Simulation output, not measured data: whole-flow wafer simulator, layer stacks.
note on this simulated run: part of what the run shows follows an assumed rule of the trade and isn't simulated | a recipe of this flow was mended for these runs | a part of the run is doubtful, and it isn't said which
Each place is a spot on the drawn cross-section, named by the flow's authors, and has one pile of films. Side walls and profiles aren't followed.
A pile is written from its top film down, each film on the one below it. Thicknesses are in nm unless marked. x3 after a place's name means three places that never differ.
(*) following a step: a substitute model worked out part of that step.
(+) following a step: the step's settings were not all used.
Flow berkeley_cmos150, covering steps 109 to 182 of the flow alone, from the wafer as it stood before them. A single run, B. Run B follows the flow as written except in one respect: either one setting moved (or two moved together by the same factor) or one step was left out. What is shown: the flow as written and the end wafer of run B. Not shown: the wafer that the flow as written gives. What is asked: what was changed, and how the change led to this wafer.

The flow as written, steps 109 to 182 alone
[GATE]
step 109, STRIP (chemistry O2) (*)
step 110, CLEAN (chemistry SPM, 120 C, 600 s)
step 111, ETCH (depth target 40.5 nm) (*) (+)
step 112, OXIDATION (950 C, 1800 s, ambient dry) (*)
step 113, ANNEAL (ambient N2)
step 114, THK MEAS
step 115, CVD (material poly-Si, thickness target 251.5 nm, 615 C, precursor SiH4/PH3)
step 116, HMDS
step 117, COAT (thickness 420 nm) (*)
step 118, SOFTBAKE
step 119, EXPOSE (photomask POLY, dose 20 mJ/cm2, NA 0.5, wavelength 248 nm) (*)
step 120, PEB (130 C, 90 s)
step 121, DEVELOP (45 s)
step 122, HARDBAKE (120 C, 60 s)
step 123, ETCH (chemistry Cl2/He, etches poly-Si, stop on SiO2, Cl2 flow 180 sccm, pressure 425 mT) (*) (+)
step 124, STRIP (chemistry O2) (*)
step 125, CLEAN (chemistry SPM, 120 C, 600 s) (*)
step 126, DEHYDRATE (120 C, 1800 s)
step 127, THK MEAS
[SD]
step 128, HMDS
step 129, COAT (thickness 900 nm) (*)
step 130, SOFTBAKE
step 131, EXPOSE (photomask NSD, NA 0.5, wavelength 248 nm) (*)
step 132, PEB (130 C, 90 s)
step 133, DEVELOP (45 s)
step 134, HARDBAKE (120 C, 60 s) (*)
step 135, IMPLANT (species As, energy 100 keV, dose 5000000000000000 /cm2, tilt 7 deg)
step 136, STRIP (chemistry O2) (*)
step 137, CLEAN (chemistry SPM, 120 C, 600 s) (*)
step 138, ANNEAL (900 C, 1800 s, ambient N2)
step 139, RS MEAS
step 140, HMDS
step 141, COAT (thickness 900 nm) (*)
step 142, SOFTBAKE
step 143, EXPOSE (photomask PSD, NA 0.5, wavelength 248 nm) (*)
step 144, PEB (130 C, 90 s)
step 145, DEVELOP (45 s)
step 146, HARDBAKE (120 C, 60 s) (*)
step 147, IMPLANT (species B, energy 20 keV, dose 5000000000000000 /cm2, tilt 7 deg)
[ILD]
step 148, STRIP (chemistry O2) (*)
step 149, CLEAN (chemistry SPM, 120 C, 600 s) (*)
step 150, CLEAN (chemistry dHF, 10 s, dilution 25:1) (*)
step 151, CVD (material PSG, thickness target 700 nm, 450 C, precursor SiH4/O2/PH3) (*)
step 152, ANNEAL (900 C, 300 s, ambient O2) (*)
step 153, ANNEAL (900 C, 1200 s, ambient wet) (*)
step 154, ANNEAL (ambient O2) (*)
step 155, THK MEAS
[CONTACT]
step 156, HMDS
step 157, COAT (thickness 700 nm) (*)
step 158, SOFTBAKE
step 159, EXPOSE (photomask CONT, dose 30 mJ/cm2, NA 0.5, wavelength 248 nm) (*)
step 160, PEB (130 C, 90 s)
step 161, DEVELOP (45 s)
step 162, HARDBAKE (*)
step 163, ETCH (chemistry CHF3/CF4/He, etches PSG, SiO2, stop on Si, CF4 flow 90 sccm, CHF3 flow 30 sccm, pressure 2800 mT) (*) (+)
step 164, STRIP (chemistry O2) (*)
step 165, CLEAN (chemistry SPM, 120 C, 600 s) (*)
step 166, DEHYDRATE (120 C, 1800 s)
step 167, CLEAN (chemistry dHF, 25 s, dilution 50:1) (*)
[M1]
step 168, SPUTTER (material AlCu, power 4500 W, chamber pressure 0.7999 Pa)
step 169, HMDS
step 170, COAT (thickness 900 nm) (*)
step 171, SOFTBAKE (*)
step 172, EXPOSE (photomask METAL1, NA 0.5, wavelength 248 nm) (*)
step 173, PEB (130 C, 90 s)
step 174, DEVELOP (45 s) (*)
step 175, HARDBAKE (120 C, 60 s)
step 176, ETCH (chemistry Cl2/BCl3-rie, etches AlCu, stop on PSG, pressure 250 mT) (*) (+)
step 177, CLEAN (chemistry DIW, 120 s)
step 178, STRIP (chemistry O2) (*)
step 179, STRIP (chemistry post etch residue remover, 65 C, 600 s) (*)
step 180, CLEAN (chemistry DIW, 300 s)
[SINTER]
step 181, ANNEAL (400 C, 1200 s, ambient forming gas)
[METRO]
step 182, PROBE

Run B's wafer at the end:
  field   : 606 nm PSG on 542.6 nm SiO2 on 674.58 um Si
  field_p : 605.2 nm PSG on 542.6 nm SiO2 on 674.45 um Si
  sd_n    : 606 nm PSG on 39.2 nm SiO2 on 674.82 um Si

What caused this: step 111, ETCH: depth target 36.7 nm was run, though the flow has depth target 40.5 nm.

The path from the change to this, step by step:
  step 111, ETCH (depth target 40.5 nm) (*) (+)
      sd_n: SiO2 loses 36.7 (in the flow as written it would be: SiO2 loses 40.4 (all of it))
      field, field_p: SiO2 loses 36.7 (in the flow as written it would be: SiO2 loses 40.5)
  step 112, OXIDATION (950 C, 1800 s, ambient dry) (*)
      sd_n: SiO2 gains 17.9, Si loses 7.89 (in the flow as written it would be: SiO2 gains 20.4 (new film), Si loses 8.98)
  step 176, ETCH (chemistry Cl2/BCl3-rie, etches AlCu, stop on PSG, pressure 250 mT) (*) (+)
      gate_p: AlCu loses 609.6 (all of it), PSG loses 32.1 (in the flow as written it would be: AlCu loses 616.1 (all of it), PSG loses 31.2)
